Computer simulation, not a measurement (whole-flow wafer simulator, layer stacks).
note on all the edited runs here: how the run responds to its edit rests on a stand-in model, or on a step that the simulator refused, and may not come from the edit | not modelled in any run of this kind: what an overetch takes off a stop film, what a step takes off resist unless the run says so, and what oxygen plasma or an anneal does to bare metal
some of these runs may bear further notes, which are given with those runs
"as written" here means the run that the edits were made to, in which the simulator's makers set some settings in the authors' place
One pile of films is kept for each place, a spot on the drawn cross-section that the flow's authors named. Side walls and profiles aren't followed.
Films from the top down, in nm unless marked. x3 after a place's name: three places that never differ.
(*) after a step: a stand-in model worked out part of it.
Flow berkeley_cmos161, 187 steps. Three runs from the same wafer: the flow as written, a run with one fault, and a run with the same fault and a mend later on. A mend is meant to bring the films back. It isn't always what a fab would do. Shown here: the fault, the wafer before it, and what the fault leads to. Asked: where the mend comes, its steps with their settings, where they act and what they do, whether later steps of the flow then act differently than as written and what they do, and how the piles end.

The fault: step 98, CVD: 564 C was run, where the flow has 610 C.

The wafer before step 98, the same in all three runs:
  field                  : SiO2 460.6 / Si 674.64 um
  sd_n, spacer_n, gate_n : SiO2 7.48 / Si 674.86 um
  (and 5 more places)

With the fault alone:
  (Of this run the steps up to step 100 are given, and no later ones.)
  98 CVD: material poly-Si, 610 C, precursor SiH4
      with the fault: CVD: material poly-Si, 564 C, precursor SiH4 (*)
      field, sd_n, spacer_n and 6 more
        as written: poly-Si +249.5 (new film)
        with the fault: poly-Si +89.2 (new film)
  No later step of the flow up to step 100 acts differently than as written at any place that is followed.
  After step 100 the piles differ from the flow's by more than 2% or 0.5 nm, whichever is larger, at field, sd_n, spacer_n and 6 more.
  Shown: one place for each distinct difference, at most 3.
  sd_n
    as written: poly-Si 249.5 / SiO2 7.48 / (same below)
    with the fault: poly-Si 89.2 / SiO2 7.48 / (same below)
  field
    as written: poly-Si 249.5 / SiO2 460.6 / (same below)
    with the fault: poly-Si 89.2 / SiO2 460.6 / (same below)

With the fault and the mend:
  The mend comes after step 100.
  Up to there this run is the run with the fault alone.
  100a ETCH: chemistry tmah, depth target 102.6 nm
      field, sd_n, spacer_n and 6 more
        poly-Si -89.2 (all of it)
  100b CLEAN: chemistry SPM (*) (the flow's step 94 once more)
      changes no film at any place that is followed
  100c CVD: material poly-Si, 610 C, precursor SiH4 (*) (the flow's step 98 once more)
      field, sd_n, spacer_n and 6 more
        poly-Si +249.5 (new film)
  No later step of the flow acts differently than as written, at any place that is followed, by more than 2% or 0.5 nm, whichever is larger.
  At the end the piles are the same as the flow's at every place that both follow.
